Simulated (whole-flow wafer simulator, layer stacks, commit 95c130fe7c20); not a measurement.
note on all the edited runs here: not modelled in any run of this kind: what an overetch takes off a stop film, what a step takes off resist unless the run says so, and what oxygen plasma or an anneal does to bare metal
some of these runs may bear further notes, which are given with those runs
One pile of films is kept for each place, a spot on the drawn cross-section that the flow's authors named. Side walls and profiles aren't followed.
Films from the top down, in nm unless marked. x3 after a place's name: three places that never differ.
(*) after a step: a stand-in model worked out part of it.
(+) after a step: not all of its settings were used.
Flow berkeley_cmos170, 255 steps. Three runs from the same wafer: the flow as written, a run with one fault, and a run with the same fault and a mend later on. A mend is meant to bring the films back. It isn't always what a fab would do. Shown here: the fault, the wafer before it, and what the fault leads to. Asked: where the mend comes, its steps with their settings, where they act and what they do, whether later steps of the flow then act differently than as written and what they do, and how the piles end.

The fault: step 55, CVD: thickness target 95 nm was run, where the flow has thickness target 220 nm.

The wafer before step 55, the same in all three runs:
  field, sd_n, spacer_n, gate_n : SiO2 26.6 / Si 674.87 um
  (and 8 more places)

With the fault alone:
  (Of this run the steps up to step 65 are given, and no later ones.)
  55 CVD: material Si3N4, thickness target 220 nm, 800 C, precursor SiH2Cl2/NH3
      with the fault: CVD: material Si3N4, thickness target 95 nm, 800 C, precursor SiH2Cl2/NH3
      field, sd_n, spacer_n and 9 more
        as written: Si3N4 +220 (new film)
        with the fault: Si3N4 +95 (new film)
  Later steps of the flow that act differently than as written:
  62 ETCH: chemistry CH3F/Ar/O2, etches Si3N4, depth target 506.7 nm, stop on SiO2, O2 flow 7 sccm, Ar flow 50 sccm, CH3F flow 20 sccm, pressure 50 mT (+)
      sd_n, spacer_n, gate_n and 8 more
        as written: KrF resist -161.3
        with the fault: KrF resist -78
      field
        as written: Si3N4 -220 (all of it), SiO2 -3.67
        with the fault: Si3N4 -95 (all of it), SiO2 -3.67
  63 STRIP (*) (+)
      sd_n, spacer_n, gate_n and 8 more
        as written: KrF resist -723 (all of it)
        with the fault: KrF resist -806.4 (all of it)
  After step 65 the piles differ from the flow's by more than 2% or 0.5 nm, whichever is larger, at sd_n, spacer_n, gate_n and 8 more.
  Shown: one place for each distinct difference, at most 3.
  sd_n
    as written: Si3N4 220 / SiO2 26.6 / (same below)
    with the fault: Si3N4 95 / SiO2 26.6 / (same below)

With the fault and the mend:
  The mend comes after step 55.
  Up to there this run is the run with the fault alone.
  55a CVD: material Si3N4, thickness target 124 nm, 800 C, precursor SiH2Cl2/NH3 (the flow's step 55 once more, with other settings)
      field, sd_n, spacer_n and 9 more
        Si3N4 +124
  No later step of the flow acts differently than as written, at any place that is followed, by more than 2% or 0.5 nm, whichever is larger.
  At the end the piles are the same as the flow's at every place that both follow.
